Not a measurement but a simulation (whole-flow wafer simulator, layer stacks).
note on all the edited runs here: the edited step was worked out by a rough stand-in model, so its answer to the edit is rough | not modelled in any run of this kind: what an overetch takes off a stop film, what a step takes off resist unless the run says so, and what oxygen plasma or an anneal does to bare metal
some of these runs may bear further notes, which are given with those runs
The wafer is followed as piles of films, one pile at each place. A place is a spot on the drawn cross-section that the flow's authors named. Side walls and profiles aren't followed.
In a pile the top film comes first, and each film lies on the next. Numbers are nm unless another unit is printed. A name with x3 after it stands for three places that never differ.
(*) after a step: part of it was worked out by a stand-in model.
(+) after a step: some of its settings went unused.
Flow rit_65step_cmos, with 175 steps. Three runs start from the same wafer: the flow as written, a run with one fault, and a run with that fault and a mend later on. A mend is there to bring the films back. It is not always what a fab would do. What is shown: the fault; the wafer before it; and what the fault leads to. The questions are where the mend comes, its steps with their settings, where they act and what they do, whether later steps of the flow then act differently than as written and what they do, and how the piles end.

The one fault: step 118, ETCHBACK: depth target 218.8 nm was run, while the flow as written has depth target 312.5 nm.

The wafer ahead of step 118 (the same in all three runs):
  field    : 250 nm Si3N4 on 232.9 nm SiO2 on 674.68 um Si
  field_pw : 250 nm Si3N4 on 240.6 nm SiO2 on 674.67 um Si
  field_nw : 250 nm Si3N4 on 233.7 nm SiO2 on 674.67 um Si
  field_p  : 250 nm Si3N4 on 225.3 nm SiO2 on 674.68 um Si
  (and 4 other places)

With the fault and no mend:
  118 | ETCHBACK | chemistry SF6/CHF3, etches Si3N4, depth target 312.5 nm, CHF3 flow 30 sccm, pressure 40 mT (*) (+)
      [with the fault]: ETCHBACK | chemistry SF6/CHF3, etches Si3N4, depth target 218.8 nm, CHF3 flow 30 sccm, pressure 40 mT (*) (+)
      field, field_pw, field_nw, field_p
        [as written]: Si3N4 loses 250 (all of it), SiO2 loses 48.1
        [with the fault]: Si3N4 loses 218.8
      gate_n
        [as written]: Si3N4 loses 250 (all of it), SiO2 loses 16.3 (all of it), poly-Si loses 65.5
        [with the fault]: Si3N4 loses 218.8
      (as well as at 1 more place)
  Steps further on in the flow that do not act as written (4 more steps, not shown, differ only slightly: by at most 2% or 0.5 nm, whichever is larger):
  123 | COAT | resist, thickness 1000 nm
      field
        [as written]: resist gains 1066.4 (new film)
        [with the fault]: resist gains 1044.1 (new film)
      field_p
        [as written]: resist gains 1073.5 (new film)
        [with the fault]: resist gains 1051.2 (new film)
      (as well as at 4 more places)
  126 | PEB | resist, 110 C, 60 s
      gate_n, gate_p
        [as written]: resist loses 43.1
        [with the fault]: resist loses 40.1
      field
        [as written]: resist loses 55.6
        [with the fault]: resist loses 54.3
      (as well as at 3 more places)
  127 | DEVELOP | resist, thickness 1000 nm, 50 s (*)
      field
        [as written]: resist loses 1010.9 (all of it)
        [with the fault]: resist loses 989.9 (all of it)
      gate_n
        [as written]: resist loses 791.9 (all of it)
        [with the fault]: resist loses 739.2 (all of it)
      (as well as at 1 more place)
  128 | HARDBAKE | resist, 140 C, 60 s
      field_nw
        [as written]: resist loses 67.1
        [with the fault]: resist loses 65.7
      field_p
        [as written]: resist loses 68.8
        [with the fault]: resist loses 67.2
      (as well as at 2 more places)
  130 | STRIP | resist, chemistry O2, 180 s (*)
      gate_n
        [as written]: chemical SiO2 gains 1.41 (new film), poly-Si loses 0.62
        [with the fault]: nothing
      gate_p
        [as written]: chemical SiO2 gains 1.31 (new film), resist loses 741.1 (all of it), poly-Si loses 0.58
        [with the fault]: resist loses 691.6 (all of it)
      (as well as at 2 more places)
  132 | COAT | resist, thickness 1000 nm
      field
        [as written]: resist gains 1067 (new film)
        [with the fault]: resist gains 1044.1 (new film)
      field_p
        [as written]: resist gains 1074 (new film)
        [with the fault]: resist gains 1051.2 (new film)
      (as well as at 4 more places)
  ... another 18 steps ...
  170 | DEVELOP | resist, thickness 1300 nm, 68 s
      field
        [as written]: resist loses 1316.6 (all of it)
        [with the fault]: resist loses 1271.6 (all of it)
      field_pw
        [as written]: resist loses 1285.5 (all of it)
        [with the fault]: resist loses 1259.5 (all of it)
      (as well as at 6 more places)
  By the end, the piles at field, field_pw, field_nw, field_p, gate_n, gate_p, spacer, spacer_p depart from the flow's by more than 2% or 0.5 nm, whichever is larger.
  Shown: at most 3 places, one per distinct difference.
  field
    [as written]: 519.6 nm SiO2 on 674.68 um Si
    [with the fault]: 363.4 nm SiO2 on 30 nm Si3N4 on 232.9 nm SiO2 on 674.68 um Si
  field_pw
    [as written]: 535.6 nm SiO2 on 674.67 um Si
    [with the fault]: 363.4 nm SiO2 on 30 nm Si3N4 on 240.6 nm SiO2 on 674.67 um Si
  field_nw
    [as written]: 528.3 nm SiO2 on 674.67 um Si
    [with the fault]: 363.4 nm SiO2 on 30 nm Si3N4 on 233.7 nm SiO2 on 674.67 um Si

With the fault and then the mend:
  The mend stands after step 121.
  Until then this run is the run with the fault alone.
  121a | ETCHBACK | chemistry SF6/CHF3, etches Si3N4, depth target 93.7 nm, CHF3 flow 30 sccm, pressure 40 mT (*) (+) (the flow's step 118, run once more with other settings)
      field, field_pw, field_nw, field_p
        Si3N4 loses 31.2 (all of it), SiO2 loses 48.1
      active_n, sd_n, contact, m1
        Si3N4 loses 31.2 (all of it), SiO2 loses 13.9 (all of it)
      active_p, sd_p
        Si3N4 loses 31.2 (all of it), SiO2 loses 13.4 (all of it)
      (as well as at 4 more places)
  Later steps of the flow that are run all act as written at every place that is followed.
  The piles end the same as the flow's at every place that both follow.
